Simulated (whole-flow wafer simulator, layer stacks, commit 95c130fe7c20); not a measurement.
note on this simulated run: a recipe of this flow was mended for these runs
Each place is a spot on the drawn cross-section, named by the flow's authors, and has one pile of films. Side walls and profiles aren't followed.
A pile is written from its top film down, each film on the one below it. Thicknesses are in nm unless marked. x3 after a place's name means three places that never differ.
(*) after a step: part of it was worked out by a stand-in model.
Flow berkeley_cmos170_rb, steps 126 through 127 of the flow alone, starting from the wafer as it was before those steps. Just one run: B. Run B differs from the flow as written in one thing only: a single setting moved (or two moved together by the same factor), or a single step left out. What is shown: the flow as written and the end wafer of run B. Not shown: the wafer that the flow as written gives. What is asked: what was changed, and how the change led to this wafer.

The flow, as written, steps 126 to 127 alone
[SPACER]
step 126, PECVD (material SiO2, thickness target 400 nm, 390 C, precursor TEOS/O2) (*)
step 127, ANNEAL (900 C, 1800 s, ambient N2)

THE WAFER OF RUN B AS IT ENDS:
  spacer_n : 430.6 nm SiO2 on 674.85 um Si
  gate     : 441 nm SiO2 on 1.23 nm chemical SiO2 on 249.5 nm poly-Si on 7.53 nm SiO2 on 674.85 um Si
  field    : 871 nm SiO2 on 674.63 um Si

The reason: step 126, PECVD: thickness target 441 nm was run, though the flow has thickness target 400 nm.
The wafer lets one read it off: gate has SiO2 441, and step 126 as written asks for 400 nm.

The path from the change to this, step by step:
  step 126, PECVD (material SiO2, thickness target 400 nm, 390 C, precursor TEOS/O2) (*)
      field, sd_n, contact, m1: +441 SiO2 (as written it would have been: +400 SiO2)
      spacer_n, sd_p, spacer_p: +424.6 SiO2 (as written it would have been: +385.3 SiO2)
      (and at 2 other places as well)
